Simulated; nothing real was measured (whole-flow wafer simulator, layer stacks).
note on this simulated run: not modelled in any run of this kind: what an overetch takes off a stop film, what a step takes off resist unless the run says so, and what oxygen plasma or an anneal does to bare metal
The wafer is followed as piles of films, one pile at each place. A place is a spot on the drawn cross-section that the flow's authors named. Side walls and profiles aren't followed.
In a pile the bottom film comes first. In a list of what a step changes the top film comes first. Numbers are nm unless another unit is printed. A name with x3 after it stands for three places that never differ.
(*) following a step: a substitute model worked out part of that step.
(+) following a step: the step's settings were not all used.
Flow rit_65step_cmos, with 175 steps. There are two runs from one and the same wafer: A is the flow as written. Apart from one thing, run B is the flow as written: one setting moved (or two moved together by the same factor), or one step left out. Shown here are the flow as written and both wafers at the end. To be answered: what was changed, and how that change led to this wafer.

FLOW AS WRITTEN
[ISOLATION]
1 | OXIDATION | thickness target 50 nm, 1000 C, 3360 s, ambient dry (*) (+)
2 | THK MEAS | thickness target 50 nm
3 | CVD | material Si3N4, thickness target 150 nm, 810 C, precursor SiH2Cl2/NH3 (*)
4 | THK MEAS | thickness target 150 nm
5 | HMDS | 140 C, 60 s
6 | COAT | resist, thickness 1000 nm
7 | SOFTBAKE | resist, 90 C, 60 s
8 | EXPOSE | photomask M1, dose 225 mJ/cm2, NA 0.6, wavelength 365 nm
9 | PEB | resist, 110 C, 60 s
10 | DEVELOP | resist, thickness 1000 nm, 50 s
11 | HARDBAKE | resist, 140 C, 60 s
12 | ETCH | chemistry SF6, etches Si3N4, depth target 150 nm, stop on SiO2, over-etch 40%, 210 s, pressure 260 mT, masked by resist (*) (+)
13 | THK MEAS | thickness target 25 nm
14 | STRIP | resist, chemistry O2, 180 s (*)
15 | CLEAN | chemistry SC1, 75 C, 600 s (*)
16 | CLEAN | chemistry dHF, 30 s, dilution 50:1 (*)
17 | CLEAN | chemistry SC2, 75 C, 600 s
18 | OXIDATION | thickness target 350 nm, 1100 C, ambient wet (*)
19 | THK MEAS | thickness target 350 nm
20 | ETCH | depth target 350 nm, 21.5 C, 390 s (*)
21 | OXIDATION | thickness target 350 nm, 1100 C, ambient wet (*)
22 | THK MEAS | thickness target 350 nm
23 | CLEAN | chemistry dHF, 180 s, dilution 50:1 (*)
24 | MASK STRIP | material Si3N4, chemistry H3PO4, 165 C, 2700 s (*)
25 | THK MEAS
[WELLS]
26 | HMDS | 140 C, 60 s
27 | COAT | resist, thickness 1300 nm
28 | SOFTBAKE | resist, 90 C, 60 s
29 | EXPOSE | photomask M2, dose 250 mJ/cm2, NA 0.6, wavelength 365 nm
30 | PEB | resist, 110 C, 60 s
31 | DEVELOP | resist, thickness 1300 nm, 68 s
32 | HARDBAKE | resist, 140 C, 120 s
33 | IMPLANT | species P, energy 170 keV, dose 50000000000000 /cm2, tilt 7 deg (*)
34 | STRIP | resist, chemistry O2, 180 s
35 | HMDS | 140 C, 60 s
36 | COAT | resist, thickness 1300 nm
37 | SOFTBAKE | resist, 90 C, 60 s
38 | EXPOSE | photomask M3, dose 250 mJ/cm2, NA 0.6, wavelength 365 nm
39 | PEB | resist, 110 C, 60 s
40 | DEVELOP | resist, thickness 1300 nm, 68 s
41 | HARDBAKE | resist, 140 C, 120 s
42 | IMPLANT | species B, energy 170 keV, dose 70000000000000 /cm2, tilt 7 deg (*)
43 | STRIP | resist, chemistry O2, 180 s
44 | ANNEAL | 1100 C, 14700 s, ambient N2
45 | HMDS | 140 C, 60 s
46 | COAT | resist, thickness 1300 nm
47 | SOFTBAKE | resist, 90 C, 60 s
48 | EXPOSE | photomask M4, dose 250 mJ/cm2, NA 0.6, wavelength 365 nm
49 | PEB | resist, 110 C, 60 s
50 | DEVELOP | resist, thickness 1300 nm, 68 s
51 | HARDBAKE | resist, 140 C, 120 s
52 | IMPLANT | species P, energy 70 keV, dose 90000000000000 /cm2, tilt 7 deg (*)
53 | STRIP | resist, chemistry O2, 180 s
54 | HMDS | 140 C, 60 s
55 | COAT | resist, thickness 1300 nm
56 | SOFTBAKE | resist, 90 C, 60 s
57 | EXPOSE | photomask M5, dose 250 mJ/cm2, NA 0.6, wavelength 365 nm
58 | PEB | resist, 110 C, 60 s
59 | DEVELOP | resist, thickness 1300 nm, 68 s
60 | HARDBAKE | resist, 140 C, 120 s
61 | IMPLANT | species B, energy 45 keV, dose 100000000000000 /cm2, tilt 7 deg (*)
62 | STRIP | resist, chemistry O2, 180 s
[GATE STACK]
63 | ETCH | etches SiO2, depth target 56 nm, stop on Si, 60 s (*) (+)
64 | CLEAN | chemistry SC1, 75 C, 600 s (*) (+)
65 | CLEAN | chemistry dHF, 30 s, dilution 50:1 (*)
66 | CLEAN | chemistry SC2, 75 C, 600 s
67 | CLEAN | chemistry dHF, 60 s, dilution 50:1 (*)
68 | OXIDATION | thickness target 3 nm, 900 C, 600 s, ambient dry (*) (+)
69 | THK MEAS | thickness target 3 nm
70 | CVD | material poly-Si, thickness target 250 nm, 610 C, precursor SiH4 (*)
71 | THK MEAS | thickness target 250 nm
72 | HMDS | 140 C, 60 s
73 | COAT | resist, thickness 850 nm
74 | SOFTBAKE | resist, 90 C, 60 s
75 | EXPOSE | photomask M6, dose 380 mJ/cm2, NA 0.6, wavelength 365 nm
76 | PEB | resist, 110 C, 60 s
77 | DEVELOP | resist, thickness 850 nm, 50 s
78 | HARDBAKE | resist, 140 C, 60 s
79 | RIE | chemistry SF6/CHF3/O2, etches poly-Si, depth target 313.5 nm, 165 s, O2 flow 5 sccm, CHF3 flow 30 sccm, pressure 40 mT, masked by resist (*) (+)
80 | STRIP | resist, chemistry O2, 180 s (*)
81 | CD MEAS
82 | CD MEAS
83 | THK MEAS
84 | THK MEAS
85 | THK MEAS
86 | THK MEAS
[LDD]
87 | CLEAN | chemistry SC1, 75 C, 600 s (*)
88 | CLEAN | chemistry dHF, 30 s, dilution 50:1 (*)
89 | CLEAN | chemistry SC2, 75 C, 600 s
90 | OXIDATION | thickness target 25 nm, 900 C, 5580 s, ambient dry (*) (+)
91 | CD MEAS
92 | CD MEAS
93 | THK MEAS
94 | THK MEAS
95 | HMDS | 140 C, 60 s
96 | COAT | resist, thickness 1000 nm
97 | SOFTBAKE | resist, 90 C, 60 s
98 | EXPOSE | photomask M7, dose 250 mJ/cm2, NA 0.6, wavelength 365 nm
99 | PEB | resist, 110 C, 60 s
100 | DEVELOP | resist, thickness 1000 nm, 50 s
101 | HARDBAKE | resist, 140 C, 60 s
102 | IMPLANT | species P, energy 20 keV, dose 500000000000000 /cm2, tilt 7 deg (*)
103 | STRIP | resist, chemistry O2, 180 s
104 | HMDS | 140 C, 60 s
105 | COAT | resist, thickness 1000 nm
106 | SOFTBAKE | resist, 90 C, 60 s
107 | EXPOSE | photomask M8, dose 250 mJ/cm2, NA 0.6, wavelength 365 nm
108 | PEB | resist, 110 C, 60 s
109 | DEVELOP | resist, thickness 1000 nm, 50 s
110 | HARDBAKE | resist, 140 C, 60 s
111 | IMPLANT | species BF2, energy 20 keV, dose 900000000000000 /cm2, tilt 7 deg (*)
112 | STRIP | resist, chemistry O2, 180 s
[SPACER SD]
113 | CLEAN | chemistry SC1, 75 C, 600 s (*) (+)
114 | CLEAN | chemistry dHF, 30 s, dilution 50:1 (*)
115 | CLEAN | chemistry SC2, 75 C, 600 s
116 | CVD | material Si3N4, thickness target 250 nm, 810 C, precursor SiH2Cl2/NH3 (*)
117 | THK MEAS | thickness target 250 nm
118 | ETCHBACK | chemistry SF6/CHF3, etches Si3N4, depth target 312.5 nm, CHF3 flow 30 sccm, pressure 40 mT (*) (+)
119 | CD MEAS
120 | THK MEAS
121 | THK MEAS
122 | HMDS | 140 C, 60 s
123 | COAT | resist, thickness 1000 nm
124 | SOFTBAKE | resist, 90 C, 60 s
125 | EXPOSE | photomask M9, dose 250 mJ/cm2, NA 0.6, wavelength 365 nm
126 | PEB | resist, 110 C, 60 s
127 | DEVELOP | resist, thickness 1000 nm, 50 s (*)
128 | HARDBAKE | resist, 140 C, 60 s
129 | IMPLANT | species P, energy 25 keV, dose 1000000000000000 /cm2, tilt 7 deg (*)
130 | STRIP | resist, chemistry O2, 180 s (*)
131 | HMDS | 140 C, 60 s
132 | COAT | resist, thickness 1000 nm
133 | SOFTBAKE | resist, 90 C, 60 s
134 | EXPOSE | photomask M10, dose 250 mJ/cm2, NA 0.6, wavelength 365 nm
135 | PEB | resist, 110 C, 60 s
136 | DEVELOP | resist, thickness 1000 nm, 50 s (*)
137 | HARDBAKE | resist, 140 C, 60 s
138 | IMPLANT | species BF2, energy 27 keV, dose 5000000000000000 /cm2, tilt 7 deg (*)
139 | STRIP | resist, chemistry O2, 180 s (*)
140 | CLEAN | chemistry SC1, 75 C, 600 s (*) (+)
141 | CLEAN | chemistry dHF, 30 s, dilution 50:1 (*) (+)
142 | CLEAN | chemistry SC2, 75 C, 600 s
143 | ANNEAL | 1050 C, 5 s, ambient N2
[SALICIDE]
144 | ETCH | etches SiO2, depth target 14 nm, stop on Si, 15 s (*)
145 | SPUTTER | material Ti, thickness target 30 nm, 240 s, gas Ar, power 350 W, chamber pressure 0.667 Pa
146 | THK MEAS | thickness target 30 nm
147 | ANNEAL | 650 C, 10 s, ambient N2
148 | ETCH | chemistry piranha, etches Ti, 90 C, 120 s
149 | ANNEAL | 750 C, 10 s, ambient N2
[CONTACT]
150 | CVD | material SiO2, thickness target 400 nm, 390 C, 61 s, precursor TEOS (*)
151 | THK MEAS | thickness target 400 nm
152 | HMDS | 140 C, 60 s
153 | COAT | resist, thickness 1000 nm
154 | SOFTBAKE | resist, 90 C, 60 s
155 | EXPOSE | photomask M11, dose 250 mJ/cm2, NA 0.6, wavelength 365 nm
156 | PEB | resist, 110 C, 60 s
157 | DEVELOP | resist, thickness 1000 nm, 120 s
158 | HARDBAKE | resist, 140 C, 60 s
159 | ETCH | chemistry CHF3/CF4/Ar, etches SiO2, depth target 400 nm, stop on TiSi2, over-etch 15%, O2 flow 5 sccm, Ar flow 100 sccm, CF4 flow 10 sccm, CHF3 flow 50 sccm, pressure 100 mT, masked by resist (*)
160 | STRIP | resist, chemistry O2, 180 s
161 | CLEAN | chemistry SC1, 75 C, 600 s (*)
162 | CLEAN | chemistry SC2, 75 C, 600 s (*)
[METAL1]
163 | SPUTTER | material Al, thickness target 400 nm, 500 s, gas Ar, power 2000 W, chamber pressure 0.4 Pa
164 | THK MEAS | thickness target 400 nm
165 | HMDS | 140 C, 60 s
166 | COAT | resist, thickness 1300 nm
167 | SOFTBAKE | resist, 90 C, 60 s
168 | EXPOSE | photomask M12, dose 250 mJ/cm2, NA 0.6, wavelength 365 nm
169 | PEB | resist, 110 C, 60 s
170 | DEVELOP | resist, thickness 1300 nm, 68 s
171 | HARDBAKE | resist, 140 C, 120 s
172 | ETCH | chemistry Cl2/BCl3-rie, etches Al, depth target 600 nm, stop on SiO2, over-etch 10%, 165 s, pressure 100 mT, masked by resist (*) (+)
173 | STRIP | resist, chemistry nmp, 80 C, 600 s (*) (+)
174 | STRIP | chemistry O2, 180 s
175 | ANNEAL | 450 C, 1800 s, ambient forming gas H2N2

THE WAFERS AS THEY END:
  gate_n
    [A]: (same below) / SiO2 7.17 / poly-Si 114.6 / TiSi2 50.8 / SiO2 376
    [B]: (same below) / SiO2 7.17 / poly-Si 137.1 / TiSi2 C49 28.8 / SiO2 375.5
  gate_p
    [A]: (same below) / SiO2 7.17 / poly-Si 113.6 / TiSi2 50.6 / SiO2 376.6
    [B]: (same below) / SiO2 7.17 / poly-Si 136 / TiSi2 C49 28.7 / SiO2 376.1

The reason: step 145, SPUTTER: thickness target 16 nm was run, whereas the flow has thickness target 30 nm.

Step by step, how the change led to this:
  145 | SPUTTER | material Ti, thickness target 30 nm, 240 s, gas Ar, power 350 W, chamber pressure 0.667 Pa
      field, field_pw, field_nw, field_p, spacer, spacer_p: A Ti gains 30 (new film) | B Ti gains 16 (new film)
      gate_n: A Ti gains 27.3 (new film) | B Ti gains 14.6 (new film)
      (also at 1 further place)
  147 | ANNEAL | 650 C, 10 s, ambient N2
      gate_n: A Ti loses 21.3, TiSi first gains 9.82 (new film), TiSi2 C49 gains 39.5 (new film), poly-Si loses 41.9 | B Ti loses 11.4, TiSi2 C49 gains 29 (new film), poly-Si loses 25.9
      gate_p: A Ti loses 21.2, TiSi first gains 9.56 (new film), TiSi2 C49 gains 39.6 (new film), poly-Si loses 41.9 | B Ti loses 11.3, TiSi2 C49 gains 28.8 (new film), poly-Si loses 25.8
  148 | ETCH | chemistry piranha, etches Ti, 90 C, 120 s
      gate_n: A Ti loses 6 (all of it), TiSi first loses 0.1 | B Ti loses 3.21 (all of it), TiSi2 C49 loses 0.11
      gate_p: A Ti loses 5.97 (all of it), TiSi first loses 0.1 | B Ti loses 3.2 (all of it), TiSi2 C49 loses 0.11
      (also at 6 further places)
  149 | ANNEAL | 750 C, 10 s, ambient N2
      gate_n: A TiSi2 gains 50.8 (new film), TiSi first loses 9.72 (all of it), TiSi2 C49 loses 39.5 (all of it), poly-Si loses 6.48 | B nothing
      gate_p: A TiSi2 gains 50.6 (new film), TiSi first loses 9.46 (all of it), TiSi2 C49 loses 39.6 (all of it), poly-Si loses 6.31 | B nothing
